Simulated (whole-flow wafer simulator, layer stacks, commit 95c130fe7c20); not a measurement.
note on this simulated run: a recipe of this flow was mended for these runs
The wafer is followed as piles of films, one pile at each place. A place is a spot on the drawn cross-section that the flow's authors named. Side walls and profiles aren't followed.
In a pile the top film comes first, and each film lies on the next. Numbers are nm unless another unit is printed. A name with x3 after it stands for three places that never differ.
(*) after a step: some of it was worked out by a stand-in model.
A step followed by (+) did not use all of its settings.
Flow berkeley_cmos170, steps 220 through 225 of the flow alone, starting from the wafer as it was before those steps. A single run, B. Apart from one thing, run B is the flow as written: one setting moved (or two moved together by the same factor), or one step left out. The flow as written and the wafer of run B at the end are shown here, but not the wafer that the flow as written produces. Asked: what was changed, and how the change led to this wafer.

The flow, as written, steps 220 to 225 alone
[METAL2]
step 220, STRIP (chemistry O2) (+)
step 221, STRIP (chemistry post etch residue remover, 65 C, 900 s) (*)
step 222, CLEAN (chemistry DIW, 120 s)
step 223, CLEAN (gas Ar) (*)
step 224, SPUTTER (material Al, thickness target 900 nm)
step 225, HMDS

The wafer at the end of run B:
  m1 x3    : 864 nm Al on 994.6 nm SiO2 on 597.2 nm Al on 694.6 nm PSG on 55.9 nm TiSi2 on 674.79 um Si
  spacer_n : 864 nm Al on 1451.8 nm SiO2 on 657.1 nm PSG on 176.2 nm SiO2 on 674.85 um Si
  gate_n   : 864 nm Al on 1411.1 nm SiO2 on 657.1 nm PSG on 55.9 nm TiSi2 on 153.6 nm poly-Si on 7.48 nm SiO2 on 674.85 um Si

The reason: step 224, SPUTTER: thickness target 864 nm was run, whereas the flow has thickness target 900 nm.
The wafer itself shows it: m1 x3 has Al 864, and step 224 as written asks for 900 nm.

The path from the change to this, step by step:
  step 224, SPUTTER (material Al, thickness target 900 nm)
      field, mark, sd_n and 9 more: +864 Al (new film) (as written it would have been: +900 Al (new film))
      via1: +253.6 Al (as written it would have been: +259.4 Al)
